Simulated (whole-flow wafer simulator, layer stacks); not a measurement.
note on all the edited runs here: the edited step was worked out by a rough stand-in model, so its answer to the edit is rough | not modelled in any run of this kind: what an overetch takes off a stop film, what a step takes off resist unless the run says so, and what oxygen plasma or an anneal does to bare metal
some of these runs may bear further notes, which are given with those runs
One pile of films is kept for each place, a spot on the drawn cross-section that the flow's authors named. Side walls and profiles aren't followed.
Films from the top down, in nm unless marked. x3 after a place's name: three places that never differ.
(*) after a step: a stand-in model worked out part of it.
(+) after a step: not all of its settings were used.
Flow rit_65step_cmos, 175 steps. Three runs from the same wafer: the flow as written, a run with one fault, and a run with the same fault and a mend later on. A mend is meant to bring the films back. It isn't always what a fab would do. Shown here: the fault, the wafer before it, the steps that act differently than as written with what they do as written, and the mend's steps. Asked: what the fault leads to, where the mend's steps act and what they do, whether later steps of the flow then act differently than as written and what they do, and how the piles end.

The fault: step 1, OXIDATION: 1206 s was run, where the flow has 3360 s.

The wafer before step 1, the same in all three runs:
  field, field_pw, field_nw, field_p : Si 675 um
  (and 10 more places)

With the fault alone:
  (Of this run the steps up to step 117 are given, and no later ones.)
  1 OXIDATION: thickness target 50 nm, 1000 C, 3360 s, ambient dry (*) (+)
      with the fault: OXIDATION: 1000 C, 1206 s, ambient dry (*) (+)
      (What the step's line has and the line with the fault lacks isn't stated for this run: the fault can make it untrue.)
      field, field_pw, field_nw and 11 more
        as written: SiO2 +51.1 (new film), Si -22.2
        with the fault: SiO2 +31.1 (new film), Si -13.4
  Later steps of the flow that act differently than as written (37 more steps differ only slightly, by at most 2% or 0.5 nm, whichever is larger, and aren't shown):
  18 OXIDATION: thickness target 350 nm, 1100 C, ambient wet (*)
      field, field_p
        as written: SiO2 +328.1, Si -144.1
        with the fault: SiO2 +343.6, Si -150.9
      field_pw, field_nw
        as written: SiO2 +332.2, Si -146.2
        with the fault: SiO2 +347.5, Si -152.9
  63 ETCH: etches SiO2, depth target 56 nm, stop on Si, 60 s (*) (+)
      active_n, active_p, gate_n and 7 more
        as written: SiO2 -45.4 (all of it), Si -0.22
        with the fault: SiO2 -25.4 (all of it), Si -0.63
  After step 117 the piles differ from the flow's only slightly at the places that both follow, by at most 2% or 0.5 nm, whichever is larger.

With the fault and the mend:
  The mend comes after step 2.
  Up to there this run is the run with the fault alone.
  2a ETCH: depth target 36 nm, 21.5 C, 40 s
      field, field_pw, field_nw and 11 more
        SiO2 -31.1 (all of it)
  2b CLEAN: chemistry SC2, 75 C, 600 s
      field, field_pw, field_nw and 11 more
        chemical SiO2 +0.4 (new film), Si -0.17
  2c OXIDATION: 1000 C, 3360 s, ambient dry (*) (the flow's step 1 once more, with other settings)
      field, field_pw, field_nw and 11 more
        SiO2 +51 (new film), chemical SiO2 -0.4 (all of it), Si -22.3
  Later steps of the flow that act differently than as written (18 more steps differ only slightly, by at most 2% or 0.5 nm, whichever is larger, and aren't shown):
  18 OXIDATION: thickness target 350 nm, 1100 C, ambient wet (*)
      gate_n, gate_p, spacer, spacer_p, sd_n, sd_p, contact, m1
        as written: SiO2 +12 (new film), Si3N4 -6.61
        with the mend: SiO2 +12 (new film), Si3N4 -6.61, SiO2 +0.03
  At the end the piles differ from the flow's only slightly at the places that both follow, by at most 2% or 0.5 nm, whichever is larger.
